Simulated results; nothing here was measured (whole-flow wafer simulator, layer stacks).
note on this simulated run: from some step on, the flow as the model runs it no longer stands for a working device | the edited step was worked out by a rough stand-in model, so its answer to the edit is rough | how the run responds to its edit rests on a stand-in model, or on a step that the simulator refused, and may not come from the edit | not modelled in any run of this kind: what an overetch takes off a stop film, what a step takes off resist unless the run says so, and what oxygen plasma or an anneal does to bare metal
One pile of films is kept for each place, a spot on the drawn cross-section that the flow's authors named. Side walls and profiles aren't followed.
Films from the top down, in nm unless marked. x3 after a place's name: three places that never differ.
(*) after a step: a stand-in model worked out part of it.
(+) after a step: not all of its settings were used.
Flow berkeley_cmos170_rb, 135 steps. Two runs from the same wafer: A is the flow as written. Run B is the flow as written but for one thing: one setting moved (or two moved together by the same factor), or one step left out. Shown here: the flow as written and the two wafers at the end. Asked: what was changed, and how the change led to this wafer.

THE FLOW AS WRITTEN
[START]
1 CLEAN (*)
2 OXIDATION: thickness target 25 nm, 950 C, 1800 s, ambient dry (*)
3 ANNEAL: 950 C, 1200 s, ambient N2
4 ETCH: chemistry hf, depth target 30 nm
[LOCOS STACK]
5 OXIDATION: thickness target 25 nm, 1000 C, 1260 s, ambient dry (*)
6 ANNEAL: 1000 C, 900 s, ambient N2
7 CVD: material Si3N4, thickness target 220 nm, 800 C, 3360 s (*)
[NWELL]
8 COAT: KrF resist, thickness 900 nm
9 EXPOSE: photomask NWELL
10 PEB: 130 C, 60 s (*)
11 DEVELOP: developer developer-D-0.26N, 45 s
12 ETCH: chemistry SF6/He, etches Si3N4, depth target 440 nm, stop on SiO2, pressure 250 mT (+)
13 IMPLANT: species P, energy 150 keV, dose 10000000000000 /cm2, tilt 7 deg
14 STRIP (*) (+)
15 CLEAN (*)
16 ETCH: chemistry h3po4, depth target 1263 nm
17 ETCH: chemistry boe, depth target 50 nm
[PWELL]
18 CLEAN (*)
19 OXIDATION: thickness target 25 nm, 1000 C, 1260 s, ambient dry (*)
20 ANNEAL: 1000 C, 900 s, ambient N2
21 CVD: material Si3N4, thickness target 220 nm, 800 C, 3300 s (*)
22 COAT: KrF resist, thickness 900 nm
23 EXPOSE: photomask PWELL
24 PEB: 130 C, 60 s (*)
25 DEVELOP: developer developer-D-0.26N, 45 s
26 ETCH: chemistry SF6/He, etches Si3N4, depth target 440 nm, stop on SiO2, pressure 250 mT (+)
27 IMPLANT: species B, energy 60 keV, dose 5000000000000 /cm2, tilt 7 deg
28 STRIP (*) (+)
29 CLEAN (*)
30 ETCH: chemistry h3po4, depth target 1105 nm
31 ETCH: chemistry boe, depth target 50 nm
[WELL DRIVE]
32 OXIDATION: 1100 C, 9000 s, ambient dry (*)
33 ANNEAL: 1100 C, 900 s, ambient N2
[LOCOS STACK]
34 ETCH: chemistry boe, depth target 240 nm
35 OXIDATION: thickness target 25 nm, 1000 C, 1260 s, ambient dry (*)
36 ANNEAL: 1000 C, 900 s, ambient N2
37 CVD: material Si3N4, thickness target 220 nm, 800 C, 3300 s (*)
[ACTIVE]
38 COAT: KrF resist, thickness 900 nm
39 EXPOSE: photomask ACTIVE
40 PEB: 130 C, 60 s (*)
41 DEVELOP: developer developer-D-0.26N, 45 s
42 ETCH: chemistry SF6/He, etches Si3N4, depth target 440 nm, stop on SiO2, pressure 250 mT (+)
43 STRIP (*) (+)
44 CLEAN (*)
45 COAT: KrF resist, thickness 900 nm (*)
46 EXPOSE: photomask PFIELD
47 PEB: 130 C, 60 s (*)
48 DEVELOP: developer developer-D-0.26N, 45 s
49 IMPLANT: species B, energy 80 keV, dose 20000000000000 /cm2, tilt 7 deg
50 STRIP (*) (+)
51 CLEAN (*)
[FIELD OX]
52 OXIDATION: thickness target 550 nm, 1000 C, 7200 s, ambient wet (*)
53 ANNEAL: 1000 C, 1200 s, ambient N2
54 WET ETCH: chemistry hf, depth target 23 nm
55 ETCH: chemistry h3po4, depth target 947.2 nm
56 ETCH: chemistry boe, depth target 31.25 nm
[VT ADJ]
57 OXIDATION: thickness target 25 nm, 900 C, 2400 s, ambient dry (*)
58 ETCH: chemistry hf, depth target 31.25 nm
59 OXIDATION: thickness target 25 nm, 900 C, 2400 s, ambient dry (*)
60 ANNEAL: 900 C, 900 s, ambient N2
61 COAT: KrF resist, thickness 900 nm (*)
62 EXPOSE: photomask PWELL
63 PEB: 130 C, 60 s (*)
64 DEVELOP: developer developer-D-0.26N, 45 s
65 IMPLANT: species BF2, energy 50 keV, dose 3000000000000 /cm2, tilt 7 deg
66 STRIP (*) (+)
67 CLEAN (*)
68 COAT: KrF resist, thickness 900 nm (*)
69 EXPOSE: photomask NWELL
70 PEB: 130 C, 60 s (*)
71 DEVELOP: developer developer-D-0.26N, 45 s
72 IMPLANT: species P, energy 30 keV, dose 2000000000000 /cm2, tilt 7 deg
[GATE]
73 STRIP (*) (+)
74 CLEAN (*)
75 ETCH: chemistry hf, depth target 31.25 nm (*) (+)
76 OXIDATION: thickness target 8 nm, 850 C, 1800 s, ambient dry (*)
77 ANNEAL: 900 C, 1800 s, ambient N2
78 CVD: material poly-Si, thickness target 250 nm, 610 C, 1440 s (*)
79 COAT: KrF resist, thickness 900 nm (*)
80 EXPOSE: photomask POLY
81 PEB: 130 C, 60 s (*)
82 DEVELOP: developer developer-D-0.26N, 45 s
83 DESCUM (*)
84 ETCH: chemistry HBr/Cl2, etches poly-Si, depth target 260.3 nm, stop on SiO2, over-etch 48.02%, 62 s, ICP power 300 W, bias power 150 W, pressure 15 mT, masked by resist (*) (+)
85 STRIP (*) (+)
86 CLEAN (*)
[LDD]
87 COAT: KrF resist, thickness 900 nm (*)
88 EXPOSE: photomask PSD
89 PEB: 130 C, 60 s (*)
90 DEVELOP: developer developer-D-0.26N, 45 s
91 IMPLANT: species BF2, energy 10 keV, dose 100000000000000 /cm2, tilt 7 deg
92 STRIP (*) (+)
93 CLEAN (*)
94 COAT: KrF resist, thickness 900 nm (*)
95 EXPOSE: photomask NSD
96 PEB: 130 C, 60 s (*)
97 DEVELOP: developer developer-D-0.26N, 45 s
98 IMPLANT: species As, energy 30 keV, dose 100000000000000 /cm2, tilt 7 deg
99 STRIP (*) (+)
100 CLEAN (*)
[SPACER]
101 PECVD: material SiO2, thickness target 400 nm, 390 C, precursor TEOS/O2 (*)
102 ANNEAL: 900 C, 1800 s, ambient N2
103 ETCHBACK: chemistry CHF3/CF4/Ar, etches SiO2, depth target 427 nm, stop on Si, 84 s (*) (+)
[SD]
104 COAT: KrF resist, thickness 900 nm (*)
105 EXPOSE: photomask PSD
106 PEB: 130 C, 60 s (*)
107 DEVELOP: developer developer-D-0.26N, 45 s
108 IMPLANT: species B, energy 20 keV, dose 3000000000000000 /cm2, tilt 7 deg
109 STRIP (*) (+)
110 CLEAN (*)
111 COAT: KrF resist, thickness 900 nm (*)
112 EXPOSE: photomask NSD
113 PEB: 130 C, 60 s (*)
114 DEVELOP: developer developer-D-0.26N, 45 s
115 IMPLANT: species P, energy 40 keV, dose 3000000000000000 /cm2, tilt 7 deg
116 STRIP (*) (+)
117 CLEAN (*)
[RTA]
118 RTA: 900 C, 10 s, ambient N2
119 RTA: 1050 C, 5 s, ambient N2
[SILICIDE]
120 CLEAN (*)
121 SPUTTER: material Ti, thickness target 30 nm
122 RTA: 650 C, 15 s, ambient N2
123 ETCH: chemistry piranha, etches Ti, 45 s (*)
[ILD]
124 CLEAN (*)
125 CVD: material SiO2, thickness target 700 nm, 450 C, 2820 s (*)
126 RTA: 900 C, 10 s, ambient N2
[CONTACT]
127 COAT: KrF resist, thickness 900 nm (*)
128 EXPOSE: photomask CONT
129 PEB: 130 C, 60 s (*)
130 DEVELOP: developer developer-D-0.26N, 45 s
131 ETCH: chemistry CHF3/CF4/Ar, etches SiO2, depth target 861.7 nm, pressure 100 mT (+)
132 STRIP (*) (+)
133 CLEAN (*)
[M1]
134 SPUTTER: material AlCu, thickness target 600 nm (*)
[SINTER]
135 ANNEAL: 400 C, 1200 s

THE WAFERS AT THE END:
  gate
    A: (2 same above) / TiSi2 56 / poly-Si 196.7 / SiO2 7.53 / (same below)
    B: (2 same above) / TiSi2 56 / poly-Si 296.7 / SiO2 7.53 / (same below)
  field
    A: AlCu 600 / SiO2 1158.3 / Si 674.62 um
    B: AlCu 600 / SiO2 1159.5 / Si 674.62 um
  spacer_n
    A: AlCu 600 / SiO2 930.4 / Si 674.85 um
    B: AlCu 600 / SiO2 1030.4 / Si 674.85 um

The cause: step 78, CVD: thickness target 350 nm was run, where the flow has thickness target 250 nm.

How the change led to this, step by step:
  78 CVD: material poly-Si, thickness target 250 nm, 610 C, 1440 s (*)
      field, sd_n, spacer_n and 6 more: A poly-Si +250 (new film) | B poly-Si +350 (new film)
  84 ETCH: chemistry HBr/Cl2, etches poly-Si, depth target 260.3 nm, stop on SiO2, over-etch 48.02%, 62 s, ICP power 300 W, bias power 150 W, pressure 15 mT, masked by resist (*) (+)
      field, sd_n, spacer_n, sd_p, spacer_p, contact, m1: A poly-Si -250 (all of it), SiO2 -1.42 | B poly-Si -350 (all of it), SiO2 -0.18
  87 COAT: KrF resist, thickness 900 nm (*)
      spacer_n: A KrF resist +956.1 (new film) | B KrF resist +978.5 (new film)
      gate: A KrF resist +706 (new film) | B KrF resist +630.8 (new film)
      (and at 2 more places)
  90 DEVELOP: developer developer-D-0.26N, 45 s
      spacer_p: A KrF resist -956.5 (all of it) | B KrF resist -979.7 (all of it)
      gate_p: A KrF resist -706.3 (all of it) | B KrF resist -631.7 (all of it)
  92 STRIP (*) (+)
      spacer_n: A KrF resist -941.9 (all of it) | B KrF resist -964.3 (all of it)
      gate: A KrF resist -691.8 (all of it) | B KrF resist -616.6 (all of it)
  94 COAT: KrF resist, thickness 900 nm (*)
      spacer_n: A KrF resist +956.1 (new film) | B KrF resist +978.5 (new film)
      gate: A KrF resist +706 (new film) | B KrF resist +630.8 (new film)
      (and at 2 more places)
  97 DEVELOP: developer developer-D-0.26N, 45 s
      spacer_n: A KrF resist -956.1 (all of it) | B KrF resist -978.5 (all of it)
      gate: A KrF resist -706 (all of it) | B KrF resist -630.8 (all of it)
  99 STRIP (*) (+)
      spacer_p: A KrF resist -942.3 (all of it) | B KrF resist -965.4 (all of it)
      gate_p: A KrF resist -692.1 (all of it) | B KrF resist -617.5 (all of it)
  103 ETCHBACK: chemistry CHF3/CF4/Ar, etches SiO2, depth target 427 nm, stop on Si, 84 s (*) (+)
      spacer_n: A SiO2 -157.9 | B SiO2 -57.8
      spacer_p: A SiO2 -157.9 | B SiO2 -57.7
  104 COAT: KrF resist, thickness 900 nm (*)
      spacer_n: A KrF resist +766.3 (new film) | B KrF resist +696.2 (new film)
      gate: A KrF resist +742.1 (new film) | B KrF resist +673.8 (new film)
      (and at 2 more places)
  107 DEVELOP: developer developer-D-0.26N, 45 s
      spacer_p: A KrF resist -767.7 (all of it) | B KrF resist -697.6 (all of it)
      gate_p: A KrF resist -743.2 (all of it) | B KrF resist -674.8 (all of it)
  109 STRIP (*) (+)
      spacer_n: A KrF resist -752.1 (all of it) | B KrF resist -682 (all of it)
      gate: A KrF resist -727.9 (all of it) | B KrF resist -659.5 (all of it)
  111 COAT: KrF resist, thickness 900 nm (*)
      spacer_n: A KrF resist +766.3 (new film) | B KrF resist +696.2 (new film)
      gate: A KrF resist +742.1 (new film) | B KrF resist +673.8 (new film)
      (and at 2 more places)
  114 DEVELOP: developer developer-D-0.26N, 45 s
      spacer_n: A KrF resist -766.3 (all of it) | B KrF resist -696.2 (all of it)
      gate: A KrF resist -742.1 (all of it) | B KrF resist -673.8 (all of it)
  116 STRIP (*) (+)
      spacer_p: A KrF resist -753.5 (all of it) | B KrF resist -683.4 (all of it)
      gate_p: A KrF resist -729 (all of it) | B KrF resist -660.6 (all of it)
  127 COAT: KrF resist, thickness 900 nm (*)
      field: A KrF resist +804.9 (new film) | B KrF resist +826.8 (new film)
      spacer_n: A KrF resist +819.8 (new film) | B KrF resist +774.9 (new film)
      (and at 4 more places)
  132 STRIP (*) (+)
      field: A KrF resist -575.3 (all of it) | B KrF resist -597.2 (all of it)
      spacer_n: A KrF resist -590.2 (all of it) | B KrF resist -545.2 (all of it)
      (and at 4 more places)
